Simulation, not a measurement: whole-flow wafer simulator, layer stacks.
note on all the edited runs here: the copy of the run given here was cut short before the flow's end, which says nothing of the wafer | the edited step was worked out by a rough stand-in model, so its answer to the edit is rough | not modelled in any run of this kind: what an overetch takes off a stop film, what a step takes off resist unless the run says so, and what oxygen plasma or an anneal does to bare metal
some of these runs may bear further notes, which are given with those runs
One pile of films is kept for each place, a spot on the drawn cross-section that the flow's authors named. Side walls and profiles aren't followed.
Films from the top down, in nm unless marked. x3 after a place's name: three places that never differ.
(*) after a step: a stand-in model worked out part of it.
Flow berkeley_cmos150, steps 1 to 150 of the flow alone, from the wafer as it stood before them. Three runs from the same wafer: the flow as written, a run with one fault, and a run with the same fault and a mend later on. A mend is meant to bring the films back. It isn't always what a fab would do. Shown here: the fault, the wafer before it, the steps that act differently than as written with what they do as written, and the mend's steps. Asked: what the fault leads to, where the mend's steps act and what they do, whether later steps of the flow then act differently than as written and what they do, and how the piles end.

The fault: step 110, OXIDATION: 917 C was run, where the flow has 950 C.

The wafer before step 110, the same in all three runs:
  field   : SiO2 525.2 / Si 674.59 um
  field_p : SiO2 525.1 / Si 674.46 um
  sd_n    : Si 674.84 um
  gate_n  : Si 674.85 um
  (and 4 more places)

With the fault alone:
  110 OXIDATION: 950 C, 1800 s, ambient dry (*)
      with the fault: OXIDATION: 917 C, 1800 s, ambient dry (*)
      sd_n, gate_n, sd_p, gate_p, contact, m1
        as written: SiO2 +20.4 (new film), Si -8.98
        with the fault: SiO2 +14.7 (new film), Si -6.46
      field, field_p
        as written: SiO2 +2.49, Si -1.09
        with the fault: SiO2 +1.53, Si -0.67
  No later step of the flow acts differently than as written, at any place that is followed, by more than 2% or 0.5 nm, whichever is larger.
  At the end the piles differ from the flow's by more than 2% or 0.5 nm, whichever is larger, at sd_n, gate_n, sd_p, gate_p, contact, m1.
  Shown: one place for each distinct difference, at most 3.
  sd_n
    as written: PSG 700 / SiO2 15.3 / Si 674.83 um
    with the fault: PSG 700 / SiO2 9.58 / Si 674.83 um
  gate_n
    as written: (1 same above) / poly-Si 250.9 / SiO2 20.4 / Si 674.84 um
    with the fault: (1 same above) / poly-Si 250.9 / SiO2 14.7 / Si 674.84 um
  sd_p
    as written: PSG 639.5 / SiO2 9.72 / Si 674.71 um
    with the fault: PSG 639.5 / SiO2 3.99 / Si 674.71 um

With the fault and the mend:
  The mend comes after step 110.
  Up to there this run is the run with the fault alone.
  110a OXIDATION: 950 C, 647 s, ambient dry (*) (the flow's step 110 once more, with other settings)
      sd_n, gate_n, sd_p, gate_p, contact, m1
        SiO2 +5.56, Si -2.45
      field, field_p
        SiO2 +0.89, Si -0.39
  No later step of the flow acts differently than as written, at any place that is followed, by more than 2% or 0.5 nm, whichever is larger.
  At the end the piles differ from the flow's only slightly at the places that both follow, by at most 2% or 0.5 nm, whichever is larger.
